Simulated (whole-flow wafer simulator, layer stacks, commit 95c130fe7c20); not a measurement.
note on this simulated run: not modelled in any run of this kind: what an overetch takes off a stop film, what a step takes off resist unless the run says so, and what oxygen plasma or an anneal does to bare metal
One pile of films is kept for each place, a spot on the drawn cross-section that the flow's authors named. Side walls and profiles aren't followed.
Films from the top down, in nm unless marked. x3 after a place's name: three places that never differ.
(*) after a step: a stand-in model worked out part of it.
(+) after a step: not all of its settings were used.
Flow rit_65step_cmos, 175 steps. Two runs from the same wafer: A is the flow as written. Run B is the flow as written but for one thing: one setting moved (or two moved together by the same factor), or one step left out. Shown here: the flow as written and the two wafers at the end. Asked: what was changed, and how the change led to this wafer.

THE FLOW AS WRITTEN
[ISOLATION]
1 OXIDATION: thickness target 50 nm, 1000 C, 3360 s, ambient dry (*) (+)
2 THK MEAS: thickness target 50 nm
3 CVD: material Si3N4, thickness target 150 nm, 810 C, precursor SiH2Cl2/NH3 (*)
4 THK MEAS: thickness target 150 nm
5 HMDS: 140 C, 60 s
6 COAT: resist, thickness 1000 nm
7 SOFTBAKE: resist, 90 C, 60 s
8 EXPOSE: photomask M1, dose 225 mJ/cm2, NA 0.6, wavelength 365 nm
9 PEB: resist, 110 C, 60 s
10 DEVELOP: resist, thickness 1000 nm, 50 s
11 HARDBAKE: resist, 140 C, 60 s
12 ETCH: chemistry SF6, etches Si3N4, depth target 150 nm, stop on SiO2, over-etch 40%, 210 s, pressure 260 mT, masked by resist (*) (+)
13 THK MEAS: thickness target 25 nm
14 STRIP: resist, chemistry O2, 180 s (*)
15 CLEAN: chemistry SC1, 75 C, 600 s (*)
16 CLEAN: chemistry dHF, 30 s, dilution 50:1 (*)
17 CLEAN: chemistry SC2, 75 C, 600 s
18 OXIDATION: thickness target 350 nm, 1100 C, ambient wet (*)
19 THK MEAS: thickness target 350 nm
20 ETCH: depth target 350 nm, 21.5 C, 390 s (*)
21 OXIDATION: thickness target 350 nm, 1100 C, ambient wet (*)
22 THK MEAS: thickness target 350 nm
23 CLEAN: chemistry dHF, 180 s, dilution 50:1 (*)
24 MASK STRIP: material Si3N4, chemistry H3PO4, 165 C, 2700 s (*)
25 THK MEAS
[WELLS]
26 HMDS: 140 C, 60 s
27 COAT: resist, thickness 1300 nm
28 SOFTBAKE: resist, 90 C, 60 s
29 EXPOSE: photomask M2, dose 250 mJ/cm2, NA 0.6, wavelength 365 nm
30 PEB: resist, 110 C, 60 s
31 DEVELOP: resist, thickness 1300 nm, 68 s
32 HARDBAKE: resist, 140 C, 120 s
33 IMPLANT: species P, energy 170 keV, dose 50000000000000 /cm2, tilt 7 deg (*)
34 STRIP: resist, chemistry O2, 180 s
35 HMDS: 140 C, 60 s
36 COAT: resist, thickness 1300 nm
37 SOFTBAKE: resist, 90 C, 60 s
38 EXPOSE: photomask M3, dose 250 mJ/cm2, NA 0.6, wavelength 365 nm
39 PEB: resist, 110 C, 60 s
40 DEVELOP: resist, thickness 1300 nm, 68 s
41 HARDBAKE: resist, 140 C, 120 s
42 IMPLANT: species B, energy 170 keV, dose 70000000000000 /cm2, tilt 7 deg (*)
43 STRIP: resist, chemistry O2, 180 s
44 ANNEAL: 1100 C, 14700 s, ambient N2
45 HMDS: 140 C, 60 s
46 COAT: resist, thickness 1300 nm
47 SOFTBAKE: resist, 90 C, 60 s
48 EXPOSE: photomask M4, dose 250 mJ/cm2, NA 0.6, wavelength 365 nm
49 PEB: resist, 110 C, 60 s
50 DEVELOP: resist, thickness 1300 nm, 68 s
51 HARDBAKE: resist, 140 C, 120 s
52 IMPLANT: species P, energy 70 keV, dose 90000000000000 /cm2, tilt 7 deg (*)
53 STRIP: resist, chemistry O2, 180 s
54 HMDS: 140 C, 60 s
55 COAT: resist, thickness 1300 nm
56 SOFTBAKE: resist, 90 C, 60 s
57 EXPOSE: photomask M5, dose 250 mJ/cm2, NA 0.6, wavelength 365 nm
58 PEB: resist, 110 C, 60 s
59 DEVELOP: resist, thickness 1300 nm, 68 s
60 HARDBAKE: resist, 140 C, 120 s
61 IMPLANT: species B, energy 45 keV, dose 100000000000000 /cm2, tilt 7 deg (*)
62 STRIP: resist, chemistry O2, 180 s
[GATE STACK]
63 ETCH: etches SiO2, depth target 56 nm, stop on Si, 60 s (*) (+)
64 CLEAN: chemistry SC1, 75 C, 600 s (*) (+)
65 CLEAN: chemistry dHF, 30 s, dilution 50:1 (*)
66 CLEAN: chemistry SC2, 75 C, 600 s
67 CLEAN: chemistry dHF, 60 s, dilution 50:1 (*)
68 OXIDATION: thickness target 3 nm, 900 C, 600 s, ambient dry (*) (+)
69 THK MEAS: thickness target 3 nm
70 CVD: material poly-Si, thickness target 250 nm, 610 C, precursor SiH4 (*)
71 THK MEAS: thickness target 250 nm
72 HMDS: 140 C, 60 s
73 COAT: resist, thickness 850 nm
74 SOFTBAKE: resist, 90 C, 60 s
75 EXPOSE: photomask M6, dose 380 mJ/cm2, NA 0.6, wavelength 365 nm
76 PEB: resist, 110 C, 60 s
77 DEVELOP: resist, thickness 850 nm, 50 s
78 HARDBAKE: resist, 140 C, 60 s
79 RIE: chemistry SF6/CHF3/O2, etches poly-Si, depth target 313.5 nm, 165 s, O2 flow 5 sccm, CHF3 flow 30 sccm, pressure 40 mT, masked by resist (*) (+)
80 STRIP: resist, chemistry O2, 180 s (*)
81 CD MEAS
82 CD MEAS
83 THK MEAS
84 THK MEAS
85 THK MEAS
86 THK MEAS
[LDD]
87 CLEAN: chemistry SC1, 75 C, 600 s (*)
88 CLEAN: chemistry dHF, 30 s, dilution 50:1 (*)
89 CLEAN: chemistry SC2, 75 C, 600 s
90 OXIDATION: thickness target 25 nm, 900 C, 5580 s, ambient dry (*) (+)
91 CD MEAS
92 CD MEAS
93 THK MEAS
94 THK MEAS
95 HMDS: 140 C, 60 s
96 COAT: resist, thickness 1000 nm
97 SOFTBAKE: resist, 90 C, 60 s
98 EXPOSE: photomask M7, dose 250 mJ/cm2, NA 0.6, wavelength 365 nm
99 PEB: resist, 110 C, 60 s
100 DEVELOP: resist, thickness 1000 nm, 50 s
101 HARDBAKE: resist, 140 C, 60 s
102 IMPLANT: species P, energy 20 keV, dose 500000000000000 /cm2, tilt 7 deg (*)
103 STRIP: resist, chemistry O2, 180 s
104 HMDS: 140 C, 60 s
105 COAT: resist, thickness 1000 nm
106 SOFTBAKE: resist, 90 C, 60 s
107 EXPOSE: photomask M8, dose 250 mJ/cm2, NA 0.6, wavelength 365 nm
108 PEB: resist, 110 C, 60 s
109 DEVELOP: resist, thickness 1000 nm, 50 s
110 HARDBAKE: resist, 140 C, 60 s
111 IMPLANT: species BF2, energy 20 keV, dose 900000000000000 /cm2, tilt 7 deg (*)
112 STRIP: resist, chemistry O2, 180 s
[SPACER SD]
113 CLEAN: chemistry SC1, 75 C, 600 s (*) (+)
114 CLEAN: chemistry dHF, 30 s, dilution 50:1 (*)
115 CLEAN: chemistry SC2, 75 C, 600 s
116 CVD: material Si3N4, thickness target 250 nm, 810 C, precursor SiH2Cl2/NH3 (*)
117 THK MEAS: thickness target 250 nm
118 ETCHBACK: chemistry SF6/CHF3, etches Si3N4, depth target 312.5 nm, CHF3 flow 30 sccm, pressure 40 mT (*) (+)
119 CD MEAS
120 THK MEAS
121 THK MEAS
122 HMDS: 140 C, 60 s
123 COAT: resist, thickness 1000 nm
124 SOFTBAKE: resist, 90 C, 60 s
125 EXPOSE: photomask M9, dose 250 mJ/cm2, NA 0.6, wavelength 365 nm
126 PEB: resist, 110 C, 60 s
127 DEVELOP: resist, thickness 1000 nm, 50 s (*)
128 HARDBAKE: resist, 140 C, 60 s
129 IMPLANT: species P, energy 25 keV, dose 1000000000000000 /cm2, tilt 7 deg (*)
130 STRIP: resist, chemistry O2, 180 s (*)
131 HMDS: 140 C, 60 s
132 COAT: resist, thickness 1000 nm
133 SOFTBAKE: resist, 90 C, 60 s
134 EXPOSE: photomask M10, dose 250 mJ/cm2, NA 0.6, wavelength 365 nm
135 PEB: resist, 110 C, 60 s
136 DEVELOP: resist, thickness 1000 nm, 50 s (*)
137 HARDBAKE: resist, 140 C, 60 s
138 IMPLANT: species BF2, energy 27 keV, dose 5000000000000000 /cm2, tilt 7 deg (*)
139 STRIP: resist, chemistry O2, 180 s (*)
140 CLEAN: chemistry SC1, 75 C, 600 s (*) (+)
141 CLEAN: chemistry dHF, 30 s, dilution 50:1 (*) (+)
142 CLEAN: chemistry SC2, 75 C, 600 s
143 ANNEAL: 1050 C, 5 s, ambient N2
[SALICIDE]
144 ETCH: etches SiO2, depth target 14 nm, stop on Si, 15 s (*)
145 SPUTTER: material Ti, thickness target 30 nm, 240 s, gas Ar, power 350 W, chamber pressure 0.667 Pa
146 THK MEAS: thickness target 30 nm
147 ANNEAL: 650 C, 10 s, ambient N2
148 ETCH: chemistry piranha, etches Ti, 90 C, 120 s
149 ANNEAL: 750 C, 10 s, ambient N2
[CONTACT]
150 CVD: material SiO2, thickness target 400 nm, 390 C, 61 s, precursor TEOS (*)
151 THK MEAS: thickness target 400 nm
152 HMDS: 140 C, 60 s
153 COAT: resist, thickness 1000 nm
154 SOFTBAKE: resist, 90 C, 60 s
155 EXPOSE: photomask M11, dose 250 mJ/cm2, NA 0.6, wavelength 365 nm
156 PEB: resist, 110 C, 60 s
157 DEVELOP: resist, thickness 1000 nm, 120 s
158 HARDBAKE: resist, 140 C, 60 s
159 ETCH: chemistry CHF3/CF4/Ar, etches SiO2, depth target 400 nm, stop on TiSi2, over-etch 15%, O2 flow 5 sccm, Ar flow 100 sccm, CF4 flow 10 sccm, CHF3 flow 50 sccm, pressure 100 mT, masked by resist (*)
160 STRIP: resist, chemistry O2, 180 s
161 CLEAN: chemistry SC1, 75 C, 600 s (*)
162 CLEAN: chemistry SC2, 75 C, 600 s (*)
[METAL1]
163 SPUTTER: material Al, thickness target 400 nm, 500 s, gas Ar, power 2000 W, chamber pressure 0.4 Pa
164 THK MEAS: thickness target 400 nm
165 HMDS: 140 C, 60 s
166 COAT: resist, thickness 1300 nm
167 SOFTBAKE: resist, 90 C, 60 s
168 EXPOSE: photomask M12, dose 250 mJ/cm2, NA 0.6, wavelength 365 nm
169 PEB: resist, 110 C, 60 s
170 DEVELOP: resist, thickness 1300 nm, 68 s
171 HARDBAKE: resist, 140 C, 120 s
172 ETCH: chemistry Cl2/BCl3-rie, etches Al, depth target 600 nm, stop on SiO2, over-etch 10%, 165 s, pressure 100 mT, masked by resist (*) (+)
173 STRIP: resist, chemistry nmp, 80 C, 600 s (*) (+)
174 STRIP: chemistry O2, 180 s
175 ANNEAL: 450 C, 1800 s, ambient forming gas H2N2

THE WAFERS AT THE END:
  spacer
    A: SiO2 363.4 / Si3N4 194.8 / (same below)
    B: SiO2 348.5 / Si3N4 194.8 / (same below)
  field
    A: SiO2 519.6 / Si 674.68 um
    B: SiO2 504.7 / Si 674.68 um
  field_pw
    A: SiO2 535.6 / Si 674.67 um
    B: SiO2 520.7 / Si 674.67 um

The cause: step 163, SPUTTER: power 1404 W was run, where the flow has power 2000 W.

How the change led to this, step by step:
  163 SPUTTER: material Al, thickness target 400 nm, 500 s, gas Ar, power 2000 W, chamber pressure 0.4 Pa
      field, field_p, spacer, spacer_p: A Al +400 (new film) | B Al +280.8 (new film)
      gate_n, gate_p: A Al +396 (new film) | B Al +280.8 (new film)
      (and at 2 more places)
  172 ETCH: chemistry Cl2/BCl3-rie, etches Al, depth target 600 nm, stop on SiO2, over-etch 10%, 165 s, pressure 100 mT, masked by resist (*) (+)
      field, field_p, spacer, spacer_p: A Al -400 (all of it), SiO2 -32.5 | B Al -280.8 (all of it), SiO2 -47.4
      gate_n, gate_p: A Al -396 (all of it), SiO2 -33 | B Al -280.8 (all of it), SiO2 -47.4
      (and at 2 more places)
